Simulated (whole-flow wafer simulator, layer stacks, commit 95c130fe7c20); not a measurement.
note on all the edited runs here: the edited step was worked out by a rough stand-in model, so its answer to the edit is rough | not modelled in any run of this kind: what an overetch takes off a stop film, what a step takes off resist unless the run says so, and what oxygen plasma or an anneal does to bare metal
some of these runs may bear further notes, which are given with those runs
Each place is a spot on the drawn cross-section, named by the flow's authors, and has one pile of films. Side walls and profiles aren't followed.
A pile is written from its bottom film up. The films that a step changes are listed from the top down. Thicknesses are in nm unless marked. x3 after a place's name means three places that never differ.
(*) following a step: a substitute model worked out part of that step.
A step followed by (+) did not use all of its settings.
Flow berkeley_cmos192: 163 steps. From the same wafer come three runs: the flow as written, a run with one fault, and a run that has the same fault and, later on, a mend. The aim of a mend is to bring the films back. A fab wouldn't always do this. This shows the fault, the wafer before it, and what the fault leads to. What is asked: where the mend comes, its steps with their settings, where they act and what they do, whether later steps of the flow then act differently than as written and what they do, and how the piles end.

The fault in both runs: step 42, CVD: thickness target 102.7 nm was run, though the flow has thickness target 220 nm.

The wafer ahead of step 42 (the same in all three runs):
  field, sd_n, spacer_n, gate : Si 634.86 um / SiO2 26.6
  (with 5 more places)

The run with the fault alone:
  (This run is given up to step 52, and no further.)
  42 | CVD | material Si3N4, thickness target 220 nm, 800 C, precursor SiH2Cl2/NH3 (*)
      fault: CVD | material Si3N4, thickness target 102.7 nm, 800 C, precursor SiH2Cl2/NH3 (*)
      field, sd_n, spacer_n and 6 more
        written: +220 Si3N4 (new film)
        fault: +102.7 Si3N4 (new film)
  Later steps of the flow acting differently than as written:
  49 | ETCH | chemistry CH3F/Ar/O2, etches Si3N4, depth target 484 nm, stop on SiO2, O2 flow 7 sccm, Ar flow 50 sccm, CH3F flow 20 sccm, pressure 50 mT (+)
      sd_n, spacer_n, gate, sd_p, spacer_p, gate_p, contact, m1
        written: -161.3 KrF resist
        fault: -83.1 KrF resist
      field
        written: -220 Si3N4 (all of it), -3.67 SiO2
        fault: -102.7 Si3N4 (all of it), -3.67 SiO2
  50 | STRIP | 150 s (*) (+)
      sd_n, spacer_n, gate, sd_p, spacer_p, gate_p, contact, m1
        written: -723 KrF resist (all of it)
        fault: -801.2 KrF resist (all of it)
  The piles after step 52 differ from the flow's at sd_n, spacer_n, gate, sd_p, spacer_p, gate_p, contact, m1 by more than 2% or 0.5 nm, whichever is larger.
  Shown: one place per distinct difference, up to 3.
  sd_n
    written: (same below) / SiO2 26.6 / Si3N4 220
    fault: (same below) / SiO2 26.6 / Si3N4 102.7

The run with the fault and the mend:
  The mend follows step 42.
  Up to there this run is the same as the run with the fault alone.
  42a | ETCH | chemistry h3po4, depth target 118.1 nm
      field, sd_n, spacer_n and 6 more
        -102.7 Si3N4 (all of it)
  42b | CLEAN | chemistry SPM (the flow's step 34 again)
      does not change any film at any place that is followed
  42c | CVD | material Si3N4, thickness target 220 nm, 800 C, precursor SiH2Cl2/NH3 (*) (the flow's step 42 again)
      field, sd_n, spacer_n and 6 more
        +220 Si3N4 (new film)
  Every later step of the flow that is run acts as written at every place that is followed.
  By the end, the piles equal the flow's at every place that both follow.
